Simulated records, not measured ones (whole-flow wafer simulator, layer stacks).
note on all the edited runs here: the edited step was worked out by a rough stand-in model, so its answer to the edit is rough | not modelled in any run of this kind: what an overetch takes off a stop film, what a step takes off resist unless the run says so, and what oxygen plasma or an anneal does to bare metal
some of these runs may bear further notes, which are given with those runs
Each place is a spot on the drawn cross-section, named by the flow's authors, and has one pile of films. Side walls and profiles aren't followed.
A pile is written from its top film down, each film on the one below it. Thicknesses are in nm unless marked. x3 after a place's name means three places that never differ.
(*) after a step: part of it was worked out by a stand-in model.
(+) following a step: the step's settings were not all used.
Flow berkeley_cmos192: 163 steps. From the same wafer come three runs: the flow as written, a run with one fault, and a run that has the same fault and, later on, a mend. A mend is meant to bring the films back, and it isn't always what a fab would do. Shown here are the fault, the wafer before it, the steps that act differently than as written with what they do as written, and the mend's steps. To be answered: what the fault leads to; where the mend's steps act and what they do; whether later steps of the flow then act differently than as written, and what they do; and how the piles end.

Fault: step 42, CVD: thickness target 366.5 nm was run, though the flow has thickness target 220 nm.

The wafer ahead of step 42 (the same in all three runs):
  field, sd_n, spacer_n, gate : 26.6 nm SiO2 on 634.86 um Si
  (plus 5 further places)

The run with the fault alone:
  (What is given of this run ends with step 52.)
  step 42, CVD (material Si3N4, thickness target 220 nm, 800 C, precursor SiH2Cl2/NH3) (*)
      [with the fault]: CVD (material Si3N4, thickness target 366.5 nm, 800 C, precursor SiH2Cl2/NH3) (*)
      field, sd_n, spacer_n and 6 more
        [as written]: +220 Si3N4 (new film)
        [with the fault]: +366.5 Si3N4 (new film)
  Steps further on in the flow that do not act as written:
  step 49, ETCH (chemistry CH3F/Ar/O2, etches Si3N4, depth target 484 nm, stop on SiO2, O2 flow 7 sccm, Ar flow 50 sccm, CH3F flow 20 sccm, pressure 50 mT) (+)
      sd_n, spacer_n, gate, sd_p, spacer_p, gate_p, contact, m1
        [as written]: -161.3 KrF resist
        [with the fault]: -259 KrF resist
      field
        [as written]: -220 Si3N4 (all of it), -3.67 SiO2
        [with the fault]: -366.5 Si3N4 (all of it), -3.67 SiO2
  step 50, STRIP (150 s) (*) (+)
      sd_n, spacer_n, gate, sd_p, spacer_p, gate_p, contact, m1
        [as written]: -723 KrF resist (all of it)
        [with the fault]: -625.4 KrF resist (all of it)
  The piles after step 52 differ from the flow's at sd_n, spacer_n, gate, sd_p, spacer_p, gate_p, contact, m1 by more than 2% or 0.5 nm, whichever is larger.
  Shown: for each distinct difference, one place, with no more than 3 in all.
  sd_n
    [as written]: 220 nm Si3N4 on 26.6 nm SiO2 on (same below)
    [with the fault]: 366.5 nm Si3N4 on 26.6 nm SiO2 on (same below)

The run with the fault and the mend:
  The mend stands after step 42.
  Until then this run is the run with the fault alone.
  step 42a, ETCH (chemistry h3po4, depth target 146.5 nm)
      field, sd_n, spacer_n and 6 more
        -146.5 Si3N4
  None of the later steps of the flow acts differently than as written at any place that is followed.
  By the end, the piles equal the flow's at every place that both follow.
